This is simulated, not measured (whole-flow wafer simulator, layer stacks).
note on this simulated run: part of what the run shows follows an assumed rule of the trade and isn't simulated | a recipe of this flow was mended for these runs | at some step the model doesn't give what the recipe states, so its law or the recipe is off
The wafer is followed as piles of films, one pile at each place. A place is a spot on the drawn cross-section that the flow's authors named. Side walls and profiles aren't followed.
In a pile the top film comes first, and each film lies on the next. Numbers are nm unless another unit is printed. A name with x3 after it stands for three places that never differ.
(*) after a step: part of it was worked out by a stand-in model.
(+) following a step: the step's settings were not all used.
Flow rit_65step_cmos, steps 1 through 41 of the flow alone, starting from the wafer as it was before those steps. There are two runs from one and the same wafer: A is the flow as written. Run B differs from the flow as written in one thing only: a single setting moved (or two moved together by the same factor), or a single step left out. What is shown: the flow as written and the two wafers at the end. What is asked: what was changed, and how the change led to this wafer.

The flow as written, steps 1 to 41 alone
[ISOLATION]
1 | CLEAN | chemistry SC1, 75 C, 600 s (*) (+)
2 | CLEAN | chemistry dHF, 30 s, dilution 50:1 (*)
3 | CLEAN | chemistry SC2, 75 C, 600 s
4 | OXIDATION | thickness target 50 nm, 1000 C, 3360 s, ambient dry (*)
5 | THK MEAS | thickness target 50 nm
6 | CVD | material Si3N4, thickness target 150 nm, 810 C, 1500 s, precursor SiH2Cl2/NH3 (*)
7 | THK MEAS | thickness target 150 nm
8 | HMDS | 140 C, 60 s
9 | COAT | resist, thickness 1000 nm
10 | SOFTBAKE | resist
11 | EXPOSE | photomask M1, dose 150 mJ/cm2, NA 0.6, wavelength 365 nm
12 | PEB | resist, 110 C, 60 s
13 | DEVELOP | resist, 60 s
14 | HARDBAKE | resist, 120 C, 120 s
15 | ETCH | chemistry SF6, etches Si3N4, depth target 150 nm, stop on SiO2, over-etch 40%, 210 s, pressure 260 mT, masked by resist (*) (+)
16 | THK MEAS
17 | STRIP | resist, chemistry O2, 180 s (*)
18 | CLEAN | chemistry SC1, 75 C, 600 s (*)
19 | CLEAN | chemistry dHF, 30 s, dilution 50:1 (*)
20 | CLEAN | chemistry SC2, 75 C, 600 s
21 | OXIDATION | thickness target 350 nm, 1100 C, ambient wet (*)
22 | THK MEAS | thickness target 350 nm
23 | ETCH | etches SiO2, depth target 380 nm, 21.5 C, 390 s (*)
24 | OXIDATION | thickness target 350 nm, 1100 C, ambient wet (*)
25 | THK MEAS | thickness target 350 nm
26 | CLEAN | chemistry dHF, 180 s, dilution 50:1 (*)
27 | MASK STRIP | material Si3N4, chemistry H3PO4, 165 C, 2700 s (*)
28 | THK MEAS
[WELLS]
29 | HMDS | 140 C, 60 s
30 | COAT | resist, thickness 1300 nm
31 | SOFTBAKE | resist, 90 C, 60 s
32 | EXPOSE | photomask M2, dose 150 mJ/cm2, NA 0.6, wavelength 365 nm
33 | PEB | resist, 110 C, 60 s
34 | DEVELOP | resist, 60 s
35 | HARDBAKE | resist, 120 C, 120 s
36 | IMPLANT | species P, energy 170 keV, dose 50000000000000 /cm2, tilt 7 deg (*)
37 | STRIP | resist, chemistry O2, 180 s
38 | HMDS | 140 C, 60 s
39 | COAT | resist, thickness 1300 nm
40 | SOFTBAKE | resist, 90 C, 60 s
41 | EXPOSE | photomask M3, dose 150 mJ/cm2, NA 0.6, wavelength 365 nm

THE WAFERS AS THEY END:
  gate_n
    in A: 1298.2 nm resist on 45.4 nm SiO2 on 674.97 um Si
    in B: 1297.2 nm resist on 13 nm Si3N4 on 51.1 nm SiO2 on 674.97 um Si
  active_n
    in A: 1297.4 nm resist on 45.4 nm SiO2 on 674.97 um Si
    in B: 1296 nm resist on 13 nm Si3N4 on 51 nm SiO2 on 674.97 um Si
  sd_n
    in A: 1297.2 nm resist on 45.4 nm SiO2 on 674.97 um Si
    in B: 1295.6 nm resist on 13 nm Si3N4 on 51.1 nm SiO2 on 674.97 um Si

The reason: step 27, MASK STRIP: 1148 s was run, while the flow as written has 2700 s.

How this came from the change, step by step:
  27 | MASK STRIP | material Si3N4, chemistry H3PO4, 165 C, 2700 s (*)
      active_n, active_p, gate_n and 7 more: A -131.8 Si3N4 (all of it), -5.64 SiO2 | B -118.9 Si3N4
      field, field_pw, field_nw, field_p: A -10.7 SiO2 | B -4.54 SiO2
